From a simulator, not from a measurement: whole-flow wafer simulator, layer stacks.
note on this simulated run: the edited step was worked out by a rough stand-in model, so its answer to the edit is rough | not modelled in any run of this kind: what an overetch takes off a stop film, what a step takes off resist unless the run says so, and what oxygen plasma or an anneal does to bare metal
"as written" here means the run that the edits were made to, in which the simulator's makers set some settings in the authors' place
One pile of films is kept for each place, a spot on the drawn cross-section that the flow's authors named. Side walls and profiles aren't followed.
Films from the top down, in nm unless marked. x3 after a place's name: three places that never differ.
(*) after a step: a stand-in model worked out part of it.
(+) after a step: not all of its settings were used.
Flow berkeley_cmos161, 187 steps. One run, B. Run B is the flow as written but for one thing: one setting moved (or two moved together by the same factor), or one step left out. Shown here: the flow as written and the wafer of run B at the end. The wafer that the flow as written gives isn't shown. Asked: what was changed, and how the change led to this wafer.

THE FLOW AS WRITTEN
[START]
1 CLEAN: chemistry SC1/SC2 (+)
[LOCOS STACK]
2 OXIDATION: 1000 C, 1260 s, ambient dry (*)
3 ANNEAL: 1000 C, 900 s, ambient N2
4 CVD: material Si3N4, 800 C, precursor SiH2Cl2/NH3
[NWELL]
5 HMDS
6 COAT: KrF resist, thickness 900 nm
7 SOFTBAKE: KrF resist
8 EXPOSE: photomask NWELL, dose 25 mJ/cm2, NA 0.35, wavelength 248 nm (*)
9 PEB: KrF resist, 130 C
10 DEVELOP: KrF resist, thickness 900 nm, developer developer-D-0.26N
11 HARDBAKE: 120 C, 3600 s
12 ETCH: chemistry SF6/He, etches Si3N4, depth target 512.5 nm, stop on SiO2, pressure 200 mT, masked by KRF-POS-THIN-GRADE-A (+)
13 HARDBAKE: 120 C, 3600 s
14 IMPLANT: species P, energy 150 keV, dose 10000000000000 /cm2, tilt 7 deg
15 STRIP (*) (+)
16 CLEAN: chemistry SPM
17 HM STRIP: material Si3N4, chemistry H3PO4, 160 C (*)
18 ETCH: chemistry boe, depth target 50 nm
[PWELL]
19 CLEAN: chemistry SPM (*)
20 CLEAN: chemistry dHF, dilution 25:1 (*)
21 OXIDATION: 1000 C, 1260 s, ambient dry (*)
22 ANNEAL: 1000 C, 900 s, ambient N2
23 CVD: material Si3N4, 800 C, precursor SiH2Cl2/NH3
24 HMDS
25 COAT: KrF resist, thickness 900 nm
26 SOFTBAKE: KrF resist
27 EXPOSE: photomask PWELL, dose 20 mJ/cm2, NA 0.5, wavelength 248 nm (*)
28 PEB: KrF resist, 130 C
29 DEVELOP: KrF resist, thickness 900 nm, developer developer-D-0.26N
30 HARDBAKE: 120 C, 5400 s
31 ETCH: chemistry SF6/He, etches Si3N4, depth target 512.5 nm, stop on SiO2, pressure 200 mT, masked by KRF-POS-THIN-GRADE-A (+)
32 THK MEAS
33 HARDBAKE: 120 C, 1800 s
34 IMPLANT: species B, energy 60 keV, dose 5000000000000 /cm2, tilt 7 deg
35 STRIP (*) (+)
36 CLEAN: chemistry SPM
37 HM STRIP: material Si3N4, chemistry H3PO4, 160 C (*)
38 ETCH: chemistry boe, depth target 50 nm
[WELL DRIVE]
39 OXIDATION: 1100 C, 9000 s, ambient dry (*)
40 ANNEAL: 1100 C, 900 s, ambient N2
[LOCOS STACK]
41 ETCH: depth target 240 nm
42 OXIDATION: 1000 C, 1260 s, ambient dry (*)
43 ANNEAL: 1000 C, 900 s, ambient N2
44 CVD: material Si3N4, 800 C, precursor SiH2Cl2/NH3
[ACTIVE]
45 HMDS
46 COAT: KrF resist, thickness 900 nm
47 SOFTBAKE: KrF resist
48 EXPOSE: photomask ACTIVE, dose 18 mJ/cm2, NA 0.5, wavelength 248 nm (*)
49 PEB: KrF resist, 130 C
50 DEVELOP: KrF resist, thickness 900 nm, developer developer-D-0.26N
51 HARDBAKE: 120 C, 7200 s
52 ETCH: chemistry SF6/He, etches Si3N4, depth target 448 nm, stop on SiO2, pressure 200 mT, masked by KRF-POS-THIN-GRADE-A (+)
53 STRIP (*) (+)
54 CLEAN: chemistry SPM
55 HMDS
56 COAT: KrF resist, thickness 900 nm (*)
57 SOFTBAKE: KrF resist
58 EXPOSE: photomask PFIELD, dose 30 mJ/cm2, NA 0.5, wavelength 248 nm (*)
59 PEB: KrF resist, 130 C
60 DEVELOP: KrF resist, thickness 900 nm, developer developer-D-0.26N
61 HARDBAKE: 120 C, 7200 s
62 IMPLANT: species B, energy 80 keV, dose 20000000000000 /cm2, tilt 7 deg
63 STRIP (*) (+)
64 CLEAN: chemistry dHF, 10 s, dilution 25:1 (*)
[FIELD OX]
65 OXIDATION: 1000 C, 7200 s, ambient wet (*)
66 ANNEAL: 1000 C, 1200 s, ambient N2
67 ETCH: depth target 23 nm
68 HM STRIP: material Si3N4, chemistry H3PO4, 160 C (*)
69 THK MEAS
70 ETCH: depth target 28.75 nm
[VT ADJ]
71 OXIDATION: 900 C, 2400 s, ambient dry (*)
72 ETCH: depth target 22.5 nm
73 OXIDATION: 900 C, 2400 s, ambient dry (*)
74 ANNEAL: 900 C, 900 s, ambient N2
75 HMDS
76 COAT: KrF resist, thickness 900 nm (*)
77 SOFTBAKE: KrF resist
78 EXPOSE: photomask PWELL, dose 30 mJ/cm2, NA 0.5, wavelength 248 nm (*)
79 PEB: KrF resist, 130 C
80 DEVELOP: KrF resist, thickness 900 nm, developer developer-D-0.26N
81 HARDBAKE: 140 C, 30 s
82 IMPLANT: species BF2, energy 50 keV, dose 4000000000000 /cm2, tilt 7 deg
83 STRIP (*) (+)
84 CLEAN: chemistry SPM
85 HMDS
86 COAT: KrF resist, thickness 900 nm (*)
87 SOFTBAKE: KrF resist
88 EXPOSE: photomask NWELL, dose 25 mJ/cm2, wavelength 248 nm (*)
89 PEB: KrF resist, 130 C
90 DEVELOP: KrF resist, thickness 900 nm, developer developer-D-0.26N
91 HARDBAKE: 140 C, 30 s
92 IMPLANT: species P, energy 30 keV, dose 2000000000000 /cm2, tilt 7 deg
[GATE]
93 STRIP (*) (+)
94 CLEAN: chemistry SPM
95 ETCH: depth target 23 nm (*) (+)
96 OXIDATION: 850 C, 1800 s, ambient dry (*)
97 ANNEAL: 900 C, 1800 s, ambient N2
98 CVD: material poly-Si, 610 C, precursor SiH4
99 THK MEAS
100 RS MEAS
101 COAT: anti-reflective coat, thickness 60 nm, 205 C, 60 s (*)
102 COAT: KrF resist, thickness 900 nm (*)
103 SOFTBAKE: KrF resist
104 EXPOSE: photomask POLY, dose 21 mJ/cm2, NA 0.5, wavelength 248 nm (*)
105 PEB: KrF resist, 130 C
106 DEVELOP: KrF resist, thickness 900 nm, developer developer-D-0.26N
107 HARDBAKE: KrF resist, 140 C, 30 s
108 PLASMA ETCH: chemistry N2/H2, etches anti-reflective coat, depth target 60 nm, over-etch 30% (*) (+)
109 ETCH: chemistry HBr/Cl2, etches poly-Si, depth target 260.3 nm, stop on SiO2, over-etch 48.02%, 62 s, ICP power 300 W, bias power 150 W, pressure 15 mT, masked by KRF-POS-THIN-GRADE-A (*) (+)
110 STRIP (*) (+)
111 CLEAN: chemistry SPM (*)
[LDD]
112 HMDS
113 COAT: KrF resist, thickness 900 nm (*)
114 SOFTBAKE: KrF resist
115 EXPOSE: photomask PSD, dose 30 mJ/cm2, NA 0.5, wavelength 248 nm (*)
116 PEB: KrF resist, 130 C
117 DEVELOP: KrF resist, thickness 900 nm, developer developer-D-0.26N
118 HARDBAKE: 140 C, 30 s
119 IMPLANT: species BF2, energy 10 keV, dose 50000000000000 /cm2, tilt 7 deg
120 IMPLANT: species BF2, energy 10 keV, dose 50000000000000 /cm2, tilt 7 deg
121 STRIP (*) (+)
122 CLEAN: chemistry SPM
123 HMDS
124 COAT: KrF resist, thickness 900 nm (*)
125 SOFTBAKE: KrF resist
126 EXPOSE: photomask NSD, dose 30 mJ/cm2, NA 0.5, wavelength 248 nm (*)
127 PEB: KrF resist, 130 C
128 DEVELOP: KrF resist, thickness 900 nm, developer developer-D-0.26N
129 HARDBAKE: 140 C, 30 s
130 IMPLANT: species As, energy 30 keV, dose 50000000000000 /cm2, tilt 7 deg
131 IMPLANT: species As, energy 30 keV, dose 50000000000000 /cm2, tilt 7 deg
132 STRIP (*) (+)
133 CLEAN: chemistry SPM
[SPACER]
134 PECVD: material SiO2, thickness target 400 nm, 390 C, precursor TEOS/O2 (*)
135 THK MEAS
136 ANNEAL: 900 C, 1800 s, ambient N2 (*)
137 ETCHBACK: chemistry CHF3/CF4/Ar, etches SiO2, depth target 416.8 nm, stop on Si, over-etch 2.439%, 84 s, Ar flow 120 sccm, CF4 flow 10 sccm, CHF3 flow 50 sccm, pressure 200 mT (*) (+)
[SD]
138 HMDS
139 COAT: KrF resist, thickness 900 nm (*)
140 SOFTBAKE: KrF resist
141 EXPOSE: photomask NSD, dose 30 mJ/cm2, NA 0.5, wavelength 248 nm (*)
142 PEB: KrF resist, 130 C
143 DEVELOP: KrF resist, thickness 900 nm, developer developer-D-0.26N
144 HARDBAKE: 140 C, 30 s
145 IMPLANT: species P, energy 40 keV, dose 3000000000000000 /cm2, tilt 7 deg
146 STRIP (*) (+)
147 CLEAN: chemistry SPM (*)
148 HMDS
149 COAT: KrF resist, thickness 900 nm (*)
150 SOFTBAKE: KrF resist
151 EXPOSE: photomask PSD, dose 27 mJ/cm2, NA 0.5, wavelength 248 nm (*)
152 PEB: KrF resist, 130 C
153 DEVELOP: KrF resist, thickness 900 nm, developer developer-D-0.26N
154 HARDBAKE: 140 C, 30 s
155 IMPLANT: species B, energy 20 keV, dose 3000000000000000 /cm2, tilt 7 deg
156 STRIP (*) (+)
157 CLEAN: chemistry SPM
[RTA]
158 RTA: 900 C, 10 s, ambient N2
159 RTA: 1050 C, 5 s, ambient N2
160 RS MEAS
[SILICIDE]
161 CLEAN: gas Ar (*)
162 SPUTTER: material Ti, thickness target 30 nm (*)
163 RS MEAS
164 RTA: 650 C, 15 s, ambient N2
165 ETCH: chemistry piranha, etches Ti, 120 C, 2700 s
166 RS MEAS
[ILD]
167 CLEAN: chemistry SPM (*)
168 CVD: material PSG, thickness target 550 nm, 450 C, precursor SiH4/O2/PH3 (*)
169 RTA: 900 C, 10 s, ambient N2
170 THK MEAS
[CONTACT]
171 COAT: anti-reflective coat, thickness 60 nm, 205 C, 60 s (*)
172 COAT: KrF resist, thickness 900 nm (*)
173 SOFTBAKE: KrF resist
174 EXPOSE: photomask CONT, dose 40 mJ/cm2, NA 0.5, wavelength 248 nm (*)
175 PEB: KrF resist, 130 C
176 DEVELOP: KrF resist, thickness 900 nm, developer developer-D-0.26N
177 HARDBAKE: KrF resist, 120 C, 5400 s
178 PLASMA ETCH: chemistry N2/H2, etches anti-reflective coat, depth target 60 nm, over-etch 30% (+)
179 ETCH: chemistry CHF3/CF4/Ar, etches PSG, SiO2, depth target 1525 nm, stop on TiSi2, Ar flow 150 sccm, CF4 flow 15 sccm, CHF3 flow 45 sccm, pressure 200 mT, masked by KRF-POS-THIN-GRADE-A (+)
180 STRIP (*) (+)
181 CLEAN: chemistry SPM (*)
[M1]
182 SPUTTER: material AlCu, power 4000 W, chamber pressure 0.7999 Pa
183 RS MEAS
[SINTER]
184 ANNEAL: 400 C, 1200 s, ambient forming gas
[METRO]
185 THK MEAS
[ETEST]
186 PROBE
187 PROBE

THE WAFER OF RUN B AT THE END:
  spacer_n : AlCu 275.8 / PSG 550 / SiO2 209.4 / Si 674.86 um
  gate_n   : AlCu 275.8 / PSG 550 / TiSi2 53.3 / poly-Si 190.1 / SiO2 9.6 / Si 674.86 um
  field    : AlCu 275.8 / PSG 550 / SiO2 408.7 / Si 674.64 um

The cause: step 96, OXIDATION: 2700 s was run, where the flow has 1800 s.

How the change led to this, step by step:
  96 OXIDATION: 850 C, 1800 s, ambient dry (*)
      sd_n, spacer_n, gate_n, sd_p, spacer_p, gate_p, contact, m1: SiO2 +9.6 (new film), Si -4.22 (as written it would be: SiO2 +7.48 (new film), Si -3.29)
